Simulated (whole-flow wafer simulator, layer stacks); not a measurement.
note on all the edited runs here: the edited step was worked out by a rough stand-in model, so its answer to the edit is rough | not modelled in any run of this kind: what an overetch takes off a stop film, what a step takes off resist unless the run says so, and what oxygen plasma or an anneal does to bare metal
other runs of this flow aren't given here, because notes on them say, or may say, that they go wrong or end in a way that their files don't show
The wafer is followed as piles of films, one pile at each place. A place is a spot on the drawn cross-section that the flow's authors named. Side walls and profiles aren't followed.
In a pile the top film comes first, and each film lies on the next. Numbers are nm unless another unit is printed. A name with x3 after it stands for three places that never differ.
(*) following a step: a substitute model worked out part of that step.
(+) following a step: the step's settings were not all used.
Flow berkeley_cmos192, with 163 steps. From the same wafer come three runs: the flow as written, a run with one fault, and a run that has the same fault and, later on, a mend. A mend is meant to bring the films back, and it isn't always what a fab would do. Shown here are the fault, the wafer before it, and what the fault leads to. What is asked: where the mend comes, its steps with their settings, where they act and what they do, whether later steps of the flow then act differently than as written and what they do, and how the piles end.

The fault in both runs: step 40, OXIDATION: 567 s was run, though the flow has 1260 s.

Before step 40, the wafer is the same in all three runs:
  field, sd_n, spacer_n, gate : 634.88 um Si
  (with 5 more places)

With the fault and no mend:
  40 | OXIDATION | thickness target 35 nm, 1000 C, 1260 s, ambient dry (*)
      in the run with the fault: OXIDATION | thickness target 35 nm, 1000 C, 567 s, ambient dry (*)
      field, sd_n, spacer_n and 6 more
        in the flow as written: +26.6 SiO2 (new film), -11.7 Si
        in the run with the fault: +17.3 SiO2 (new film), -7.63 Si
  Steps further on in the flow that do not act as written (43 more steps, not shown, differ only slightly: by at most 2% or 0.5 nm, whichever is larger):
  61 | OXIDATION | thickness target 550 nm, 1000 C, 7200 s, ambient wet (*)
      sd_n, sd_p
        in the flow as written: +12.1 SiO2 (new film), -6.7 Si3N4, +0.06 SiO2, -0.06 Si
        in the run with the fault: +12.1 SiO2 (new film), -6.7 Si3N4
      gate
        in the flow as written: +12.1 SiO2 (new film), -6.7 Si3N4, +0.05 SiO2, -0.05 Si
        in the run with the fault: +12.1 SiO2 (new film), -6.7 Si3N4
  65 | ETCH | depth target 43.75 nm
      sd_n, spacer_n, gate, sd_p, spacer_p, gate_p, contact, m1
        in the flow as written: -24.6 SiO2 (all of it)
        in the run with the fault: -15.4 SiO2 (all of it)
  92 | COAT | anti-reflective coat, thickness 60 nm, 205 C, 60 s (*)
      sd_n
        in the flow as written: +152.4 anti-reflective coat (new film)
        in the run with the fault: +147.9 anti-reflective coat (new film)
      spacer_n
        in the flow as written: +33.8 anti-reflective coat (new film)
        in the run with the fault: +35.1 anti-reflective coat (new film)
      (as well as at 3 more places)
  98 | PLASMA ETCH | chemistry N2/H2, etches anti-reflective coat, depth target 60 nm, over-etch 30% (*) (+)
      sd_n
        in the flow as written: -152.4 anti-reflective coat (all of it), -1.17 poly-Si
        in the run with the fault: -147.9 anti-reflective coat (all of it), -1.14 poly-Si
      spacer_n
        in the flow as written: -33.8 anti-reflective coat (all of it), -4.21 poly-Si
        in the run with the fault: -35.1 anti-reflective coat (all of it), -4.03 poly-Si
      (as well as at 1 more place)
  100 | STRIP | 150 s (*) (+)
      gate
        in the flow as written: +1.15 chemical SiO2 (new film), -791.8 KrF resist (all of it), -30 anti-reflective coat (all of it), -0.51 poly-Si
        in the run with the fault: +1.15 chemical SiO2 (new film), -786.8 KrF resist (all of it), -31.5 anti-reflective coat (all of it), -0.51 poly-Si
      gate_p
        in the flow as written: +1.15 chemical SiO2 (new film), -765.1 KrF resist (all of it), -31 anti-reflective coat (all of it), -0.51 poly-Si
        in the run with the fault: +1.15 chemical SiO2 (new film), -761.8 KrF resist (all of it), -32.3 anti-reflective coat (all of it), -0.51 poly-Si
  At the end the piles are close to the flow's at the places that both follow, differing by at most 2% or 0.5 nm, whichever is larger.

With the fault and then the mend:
  After step 40 comes the mend.
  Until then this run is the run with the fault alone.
  40a | OXIDATION | thickness target 35 nm, 1000 C, 693 s, ambient dry (*) (the flow's step 40 again, with other settings)
      field, sd_n, spacer_n and 6 more
        +9.21 SiO2, -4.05 Si
  Later steps of the flow that are run all act as written at every place that is followed.
  At every place that both follow, the piles at the end match the flow's.
